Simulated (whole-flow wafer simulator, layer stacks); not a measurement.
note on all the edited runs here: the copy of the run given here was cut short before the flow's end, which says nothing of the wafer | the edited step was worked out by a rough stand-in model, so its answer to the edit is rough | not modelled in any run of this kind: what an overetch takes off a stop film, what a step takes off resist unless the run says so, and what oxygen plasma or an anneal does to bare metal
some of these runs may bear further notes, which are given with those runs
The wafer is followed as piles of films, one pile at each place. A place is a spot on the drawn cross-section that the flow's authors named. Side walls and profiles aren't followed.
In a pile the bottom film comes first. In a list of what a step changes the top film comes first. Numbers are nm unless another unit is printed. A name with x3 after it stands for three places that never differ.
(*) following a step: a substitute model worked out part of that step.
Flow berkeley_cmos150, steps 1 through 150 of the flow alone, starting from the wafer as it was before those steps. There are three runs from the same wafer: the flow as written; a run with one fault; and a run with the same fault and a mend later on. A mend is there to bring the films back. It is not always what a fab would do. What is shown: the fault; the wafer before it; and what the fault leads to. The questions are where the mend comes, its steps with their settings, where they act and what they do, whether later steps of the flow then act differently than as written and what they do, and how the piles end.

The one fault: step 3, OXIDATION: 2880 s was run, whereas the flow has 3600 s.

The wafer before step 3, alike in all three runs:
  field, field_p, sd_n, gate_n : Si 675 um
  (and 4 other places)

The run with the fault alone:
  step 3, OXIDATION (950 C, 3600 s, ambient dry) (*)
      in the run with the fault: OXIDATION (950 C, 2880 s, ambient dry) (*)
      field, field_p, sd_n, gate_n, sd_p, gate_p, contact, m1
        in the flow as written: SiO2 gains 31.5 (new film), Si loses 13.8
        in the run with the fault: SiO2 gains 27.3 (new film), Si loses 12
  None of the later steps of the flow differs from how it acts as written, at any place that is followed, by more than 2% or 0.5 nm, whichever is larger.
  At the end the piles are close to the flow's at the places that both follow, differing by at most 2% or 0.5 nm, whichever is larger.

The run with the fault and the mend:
  The mend follows step 3.
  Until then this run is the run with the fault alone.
  step 3a, OXIDATION (950 C, 720 s, ambient dry) (*) (a further turn of the flow's step 3, with different settings)
      field, field_p, sd_n, gate_n, sd_p, gate_p, contact, m1
        SiO2 gains 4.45, Si loses 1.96
  None of the later steps of the flow differs from how it acts as written, at any place that is followed, by more than 2% or 0.5 nm, whichever is larger.
  At every place that both follow, the piles at the end match the flow's.
